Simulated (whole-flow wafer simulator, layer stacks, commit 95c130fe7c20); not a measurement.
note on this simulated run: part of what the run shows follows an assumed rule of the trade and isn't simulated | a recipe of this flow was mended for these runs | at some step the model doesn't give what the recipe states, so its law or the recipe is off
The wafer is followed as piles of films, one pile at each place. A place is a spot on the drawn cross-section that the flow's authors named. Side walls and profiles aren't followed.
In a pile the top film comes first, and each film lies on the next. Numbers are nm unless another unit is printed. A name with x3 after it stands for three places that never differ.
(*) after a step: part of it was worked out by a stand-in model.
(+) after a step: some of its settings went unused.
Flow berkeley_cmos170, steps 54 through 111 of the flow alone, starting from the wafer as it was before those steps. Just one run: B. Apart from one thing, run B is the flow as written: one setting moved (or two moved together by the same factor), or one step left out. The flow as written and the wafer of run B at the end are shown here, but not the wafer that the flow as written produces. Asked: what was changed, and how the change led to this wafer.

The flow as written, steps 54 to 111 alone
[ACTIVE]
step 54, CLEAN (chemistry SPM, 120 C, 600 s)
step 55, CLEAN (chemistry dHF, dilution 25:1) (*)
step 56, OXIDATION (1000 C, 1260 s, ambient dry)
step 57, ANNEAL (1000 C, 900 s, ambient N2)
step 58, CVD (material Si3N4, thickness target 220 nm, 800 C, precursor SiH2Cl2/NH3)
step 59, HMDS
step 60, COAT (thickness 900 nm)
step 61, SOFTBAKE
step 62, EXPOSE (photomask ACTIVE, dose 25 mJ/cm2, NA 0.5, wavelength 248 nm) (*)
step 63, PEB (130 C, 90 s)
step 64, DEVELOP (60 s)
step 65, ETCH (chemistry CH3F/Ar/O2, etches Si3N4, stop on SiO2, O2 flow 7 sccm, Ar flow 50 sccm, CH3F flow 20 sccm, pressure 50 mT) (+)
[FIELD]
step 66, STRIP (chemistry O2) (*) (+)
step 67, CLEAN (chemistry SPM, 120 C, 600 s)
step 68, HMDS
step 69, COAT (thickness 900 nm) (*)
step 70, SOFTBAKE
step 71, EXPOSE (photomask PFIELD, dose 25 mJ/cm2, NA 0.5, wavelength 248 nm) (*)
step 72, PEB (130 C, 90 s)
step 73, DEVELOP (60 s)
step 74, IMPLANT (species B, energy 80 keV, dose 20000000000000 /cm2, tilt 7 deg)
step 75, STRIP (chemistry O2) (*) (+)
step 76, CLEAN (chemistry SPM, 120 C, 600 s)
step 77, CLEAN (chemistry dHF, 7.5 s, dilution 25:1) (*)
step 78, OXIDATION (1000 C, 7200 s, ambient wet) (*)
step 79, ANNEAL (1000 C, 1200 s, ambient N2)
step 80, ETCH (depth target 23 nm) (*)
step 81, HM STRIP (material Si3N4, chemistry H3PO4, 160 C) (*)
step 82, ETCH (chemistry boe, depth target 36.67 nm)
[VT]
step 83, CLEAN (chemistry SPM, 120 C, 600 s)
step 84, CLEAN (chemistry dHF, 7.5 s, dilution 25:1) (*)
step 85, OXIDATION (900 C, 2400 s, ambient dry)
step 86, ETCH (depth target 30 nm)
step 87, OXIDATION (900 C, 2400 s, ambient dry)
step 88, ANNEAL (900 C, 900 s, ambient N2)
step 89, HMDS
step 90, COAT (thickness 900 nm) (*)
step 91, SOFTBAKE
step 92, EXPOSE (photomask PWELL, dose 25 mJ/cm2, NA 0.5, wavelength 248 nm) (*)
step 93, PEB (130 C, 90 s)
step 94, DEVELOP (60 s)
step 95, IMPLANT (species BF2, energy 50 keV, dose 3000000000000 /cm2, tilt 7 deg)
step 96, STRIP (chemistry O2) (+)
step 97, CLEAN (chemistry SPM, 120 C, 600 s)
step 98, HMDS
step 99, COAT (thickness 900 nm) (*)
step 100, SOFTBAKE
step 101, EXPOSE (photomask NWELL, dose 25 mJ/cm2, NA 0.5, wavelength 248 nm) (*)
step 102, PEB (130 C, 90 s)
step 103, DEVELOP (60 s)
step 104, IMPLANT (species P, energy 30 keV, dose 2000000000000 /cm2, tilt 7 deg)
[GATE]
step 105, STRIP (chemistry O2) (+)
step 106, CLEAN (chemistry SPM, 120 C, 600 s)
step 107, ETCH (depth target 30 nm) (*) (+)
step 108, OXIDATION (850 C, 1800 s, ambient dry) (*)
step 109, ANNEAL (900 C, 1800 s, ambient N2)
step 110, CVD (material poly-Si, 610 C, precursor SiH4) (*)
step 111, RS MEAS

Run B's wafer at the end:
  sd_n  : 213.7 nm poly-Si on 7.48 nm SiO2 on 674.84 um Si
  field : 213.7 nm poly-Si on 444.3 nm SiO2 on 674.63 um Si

What caused this: step 58, CVD: 680 C was run, though the flow has 800 C.

Step by step, how the change led to this:
  step 58, CVD (material Si3N4, thickness target 220 nm, 800 C, precursor SiH2Cl2/NH3)
      field, mark, sd_n and 10 more: +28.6 Si3N4 (new film) (as written it would have been: +220 Si3N4 (new film))
  step 65, ETCH (chemistry CH3F/Ar/O2, etches Si3N4, stop on SiO2, O2 flow 7 sccm, Ar flow 50 sccm, CH3F flow 20 sccm, pressure 50 mT) (+)
      mark, sd_n, spacer_n and 9 more: -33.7 KrF-resist (as written it would have been: -161.3 KrF-resist)
      field: -28.6 Si3N4 (all of it), -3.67 SiO2 (as written it would have been: -220 Si3N4 (all of it), -3.67 SiO2)
  step 66, STRIP (chemistry O2) (*) (+)
      mark, sd_n, spacer_n and 9 more: -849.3 KrF-resist (all of it) (as written it would have been: -721.7 KrF-resist (all of it))
  step 69, COAT (thickness 900 nm) (*)
      field: +908 KrF-resist (new film) (as written it would have been: +957.2 KrF-resist (new film))
      sd_n: +882.4 KrF-resist (new film) (as written it would have been: +784.1 KrF-resist (new film))
      (also at 10 further places)
  step 73, DEVELOP (60 s)
      field: -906 KrF-resist (all of it) (as written it would have been: -955 KrF-resist (all of it))
  step 75, STRIP (chemistry O2) (*) (+)
      sd_n: -865.5 KrF-resist (all of it) (as written it would have been: -767.4 KrF-resist (all of it))
      spacer_n: -871 KrF-resist (all of it) (as written it would have been: -803.4 KrF-resist (all of it))
      (also at 9 further places)
  step 78, OXIDATION (1000 C, 7200 s, ambient wet) (*)
      sd_n: +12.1 SiO2 (new film), -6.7 Si3N4, +30 SiO2, -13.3 Si (as written it would have been: +12.1 SiO2 (new film), -6.7 Si3N4, +0.07 SiO2, -0.07 Si)
      sd_p: +12.1 SiO2 (new film), -6.7 Si3N4, +29.7 SiO2, -13.2 Si (as written it would have been: +12.1 SiO2 (new film), -6.7 Si3N4, +0.07 SiO2, -0.07 Si)
  step 81, HM STRIP (material Si3N4, chemistry H3PO4, 160 C) (*)
      mark, sd_n, spacer_n and 9 more: -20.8 Si3N4 (all of it), -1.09 SiO2 (as written it would have been: -212.2 Si3N4 (all of it), -11.1 SiO2)
      field: -1.74 SiO2 (as written it would have been: -17.7 SiO2)
  step 82, ETCH (chemistry boe, depth target 36.67 nm)
      sd_n, sd_p: -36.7 SiO2 (as written it would have been: -15.5 SiO2 (all of it))
      mark, spacer_n, gate_n and 7 more: -25.5 SiO2 (all of it) (as written it would have been: -15.5 SiO2 (all of it))
  step 83, CLEAN (chemistry SPM, 120 C, 600 s)
      sd_n, sd_p: nothing (as written it would have been: +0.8 chemical SiO2 (new film), -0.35 Si)
  step 84, CLEAN (chemistry dHF, 7.5 s, dilution 25:1) (*)
      sd_n, sd_p: -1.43 SiO2 (as written it would have been: -0.8 chemical SiO2 (all of it))
  step 85, OXIDATION (900 C, 2400 s, ambient dry)
      sd_n: +10.6 SiO2, -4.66 Si (as written it would have been: +14.9 SiO2 (new film), -6.57 Si)
      sd_p: +10.6 SiO2, -4.69 Si (as written it would have been: +14.9 SiO2 (new film), -6.57 Si)
  step 86, ETCH (depth target 30 nm)
      sd_n: -27.9 SiO2 (all of it) (as written it would have been: -14.9 SiO2 (all of it))
      sd_p: -27.7 SiO2 (all of it) (as written it would have been: -14.9 SiO2 (all of it))
